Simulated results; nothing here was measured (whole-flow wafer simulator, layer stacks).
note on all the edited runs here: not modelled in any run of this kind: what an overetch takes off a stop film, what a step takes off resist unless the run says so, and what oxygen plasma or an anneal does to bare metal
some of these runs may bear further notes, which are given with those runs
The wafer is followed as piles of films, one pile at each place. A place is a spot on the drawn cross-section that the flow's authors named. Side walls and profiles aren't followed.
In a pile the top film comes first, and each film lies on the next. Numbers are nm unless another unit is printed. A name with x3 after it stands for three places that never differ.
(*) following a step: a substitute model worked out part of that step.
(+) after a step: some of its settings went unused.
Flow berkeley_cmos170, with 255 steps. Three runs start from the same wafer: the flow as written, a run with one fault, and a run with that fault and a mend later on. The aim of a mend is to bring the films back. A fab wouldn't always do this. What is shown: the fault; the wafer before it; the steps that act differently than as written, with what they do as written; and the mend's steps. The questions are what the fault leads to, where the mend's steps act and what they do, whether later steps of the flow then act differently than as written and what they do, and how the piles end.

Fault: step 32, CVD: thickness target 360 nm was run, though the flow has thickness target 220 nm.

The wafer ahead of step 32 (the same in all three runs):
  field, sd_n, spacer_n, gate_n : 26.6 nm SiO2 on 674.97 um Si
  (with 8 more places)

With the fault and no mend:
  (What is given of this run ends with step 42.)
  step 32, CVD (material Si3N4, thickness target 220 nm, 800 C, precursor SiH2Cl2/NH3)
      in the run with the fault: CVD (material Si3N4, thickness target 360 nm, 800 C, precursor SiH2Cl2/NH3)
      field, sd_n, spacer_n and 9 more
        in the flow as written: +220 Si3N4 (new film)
        in the run with the fault: +360 Si3N4 (new film)
  Steps further on in the flow that do not act as written:
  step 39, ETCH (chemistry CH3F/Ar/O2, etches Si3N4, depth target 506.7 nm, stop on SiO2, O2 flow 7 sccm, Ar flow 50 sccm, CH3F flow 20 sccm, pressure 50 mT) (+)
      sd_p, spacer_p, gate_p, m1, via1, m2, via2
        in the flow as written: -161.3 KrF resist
        in the run with the fault: -254.7 KrF resist
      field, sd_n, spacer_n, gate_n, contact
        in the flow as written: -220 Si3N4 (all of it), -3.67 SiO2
        in the run with the fault: -360 Si3N4 (all of it), -3.67 SiO2
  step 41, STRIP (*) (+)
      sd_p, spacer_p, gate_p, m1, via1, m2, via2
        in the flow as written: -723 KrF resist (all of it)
        in the run with the fault: -629.7 KrF resist (all of it)
  After step 42, at sd_p, spacer_p, gate_p, m1, via1, m2, via2, the piles differ from the flow's by more than 2% or 0.5 nm, whichever is larger.
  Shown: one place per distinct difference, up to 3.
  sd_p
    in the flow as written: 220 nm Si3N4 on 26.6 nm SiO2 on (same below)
    in the run with the fault: 360 nm Si3N4 on 26.6 nm SiO2 on (same below)

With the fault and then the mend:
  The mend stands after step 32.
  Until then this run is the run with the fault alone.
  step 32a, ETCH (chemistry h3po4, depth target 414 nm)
      field, sd_n, spacer_n and 9 more
        -360 Si3N4 (all of it)
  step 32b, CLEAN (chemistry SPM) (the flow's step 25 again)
      alters no film at any place that is followed
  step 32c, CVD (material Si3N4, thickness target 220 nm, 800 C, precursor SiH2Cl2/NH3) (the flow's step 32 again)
      field, sd_n, spacer_n and 9 more
        +220 Si3N4 (new film)
  Every later step of the flow that is run acts as written at every place that is followed.
  By the end, the piles equal the flow's at every place that both follow.
